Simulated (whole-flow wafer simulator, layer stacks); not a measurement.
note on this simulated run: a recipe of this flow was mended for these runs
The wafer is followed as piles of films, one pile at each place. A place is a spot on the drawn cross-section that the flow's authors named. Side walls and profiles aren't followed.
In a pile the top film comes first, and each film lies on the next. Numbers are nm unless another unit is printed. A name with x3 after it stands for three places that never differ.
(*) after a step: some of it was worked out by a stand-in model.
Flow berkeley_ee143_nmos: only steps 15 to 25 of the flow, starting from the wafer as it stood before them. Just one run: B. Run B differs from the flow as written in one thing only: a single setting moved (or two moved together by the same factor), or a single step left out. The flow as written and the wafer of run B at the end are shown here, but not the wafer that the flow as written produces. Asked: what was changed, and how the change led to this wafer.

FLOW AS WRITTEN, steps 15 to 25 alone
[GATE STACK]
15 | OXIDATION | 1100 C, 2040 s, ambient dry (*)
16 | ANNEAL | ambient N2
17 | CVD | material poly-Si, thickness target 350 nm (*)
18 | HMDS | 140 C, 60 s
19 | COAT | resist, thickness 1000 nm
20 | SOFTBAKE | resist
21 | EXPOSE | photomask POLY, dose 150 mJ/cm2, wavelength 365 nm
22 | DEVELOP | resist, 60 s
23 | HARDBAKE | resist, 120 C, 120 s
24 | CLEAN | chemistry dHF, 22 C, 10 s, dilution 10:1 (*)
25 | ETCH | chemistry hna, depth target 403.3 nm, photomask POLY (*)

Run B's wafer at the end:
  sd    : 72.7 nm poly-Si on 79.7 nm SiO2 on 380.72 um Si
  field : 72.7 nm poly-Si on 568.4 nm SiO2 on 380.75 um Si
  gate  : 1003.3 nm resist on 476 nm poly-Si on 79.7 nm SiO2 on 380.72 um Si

The reason: step 17, CVD: thickness target 476 nm was run, whereas the flow has thickness target 350 nm.
One can read it off the wafer: gate has poly-Si 476, and step 17 as written asks for 350 nm.

The path from the change to this, step by step:
  17 | CVD | material poly-Si, thickness target 350 nm (*)
      gate, sd, contact, field: +476 poly-Si (new film) (in the flow as written it would be: +350 poly-Si (new film))
  25 | ETCH | chemistry hna, depth target 403.3 nm, photomask POLY (*)
      sd, contact, field: -403.3 poly-Si (in the flow as written it would be: -350 poly-Si (all of it), -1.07 SiO2)
